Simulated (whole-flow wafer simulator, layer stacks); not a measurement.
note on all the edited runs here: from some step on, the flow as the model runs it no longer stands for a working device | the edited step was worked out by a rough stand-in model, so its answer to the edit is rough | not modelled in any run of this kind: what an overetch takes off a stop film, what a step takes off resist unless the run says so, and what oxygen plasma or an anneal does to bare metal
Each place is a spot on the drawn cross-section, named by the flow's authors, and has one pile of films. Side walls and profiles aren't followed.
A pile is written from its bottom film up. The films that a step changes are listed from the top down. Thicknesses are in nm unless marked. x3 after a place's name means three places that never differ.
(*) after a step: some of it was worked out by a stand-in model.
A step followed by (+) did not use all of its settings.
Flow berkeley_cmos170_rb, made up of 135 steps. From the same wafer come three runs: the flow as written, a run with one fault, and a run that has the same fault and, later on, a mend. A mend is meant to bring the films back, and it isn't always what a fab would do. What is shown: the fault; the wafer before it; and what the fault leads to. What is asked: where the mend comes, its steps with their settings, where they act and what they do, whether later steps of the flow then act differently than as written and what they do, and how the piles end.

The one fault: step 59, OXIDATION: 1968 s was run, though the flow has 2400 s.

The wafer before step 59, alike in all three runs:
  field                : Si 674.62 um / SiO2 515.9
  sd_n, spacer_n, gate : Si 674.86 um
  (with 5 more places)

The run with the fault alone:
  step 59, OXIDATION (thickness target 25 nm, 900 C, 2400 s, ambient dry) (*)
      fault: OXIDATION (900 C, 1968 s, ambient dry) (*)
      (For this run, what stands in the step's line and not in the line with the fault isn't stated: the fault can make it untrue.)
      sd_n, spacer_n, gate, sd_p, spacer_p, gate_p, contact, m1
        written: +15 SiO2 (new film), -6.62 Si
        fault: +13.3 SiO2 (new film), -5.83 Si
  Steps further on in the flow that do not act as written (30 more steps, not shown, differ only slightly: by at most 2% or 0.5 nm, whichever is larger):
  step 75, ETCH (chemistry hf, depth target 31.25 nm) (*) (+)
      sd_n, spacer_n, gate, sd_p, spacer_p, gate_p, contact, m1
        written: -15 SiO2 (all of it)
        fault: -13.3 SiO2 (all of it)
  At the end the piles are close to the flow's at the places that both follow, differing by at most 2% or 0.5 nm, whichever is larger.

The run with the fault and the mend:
  After step 64 comes the mend.
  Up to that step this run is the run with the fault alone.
  step 64a, STRIP (*) (+)
      sd_p
        -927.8 KrF resist (all of it)
      spacer_p
        -911.1 KrF resist (all of it)
      gate_p
        -910.2 KrF resist (all of it)
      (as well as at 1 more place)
  step 64b, CLEAN (*) (the flow's step 51, run once more)
      alters no film at any place that is followed
  step 64c, OXIDATION (900 C, 430 s, ambient dry) (*) (the flow's step 59, run once more with other settings)
      sd_n, spacer_n, gate, sd_p, spacer_p, gate_p, contact, m1
        +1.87 SiO2, -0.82 Si
      field
        +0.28 SiO2, -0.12 Si
  step 64d, COAT (KrF resist, thickness 900 nm) (*) (the flow's step 61, run once more)
      field
        +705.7 KrF resist (new film)
      sd_n
        +957.4 KrF resist (new film)
      spacer_n
        +924.9 KrF resist (new film)
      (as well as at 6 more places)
  step 64e, EXPOSE (photomask PWELL) (the flow's step 62, run once more)
      alters no film at any place that is followed
  step 64f, PEB (130 C, 60 s) (*) (the flow's step 63, run once more)
      alters no film at any place that is followed
  step 64g, DEVELOP (developer developer-D-0.26N, 45 s) (the flow's step 64, run once more)
      sd_p, spacer_p, gate_p, m1
        -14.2 KrF resist
      field
        -705.7 KrF resist (all of it)
      sd_n
        -957.4 KrF resist (all of it)
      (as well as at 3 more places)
  Later steps of the flow that are run all act as written at every place that is followed, up to a difference of at most 2% or 0.5 nm, whichever is larger.
  At the end the piles are close to the flow's at the places that both follow, differing by at most 2% or 0.5 nm, whichever is larger.
